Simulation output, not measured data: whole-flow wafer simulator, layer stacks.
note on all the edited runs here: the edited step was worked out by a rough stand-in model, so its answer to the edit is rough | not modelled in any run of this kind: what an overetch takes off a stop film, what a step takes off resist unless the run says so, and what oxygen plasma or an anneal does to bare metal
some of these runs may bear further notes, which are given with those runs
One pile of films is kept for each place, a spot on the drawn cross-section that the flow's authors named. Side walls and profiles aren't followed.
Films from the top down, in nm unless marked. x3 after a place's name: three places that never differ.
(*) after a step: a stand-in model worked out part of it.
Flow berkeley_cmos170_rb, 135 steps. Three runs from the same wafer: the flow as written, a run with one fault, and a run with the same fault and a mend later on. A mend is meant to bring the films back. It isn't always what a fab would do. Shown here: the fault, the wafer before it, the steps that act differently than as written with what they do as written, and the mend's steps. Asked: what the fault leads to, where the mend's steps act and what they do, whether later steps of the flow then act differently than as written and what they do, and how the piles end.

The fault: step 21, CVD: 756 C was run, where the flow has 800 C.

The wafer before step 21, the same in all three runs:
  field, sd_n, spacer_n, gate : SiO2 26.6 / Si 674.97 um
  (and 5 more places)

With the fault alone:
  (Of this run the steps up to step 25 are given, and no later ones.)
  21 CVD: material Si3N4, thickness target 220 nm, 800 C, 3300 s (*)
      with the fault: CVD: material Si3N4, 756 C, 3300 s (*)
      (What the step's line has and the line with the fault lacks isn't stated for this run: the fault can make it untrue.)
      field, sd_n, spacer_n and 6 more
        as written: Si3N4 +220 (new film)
        with the fault: Si3N4 +110.4 (new film)
  No later step of the flow up to step 25 acts differently than as written at any place that is followed.
  After step 25 the piles differ from the flow's by more than 2% or 0.5 nm, whichever is larger, at field, sd_n, spacer_n and 6 more.
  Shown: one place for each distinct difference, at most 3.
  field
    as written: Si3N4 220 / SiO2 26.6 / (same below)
    with the fault: Si3N4 110.4 / SiO2 26.6 / (same below)
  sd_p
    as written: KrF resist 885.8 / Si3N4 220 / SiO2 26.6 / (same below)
    with the fault: KrF resist 885.8 / Si3N4 110.4 / SiO2 26.6 / (same below)

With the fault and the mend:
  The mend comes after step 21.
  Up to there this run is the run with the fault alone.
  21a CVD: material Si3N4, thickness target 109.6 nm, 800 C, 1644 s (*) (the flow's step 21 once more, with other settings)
      field, sd_n, spacer_n and 6 more
        Si3N4 +109.6
  No later step of the flow acts differently than as written at any place that is followed.
  At the end the piles are the same as the flow's at every place that both follow.
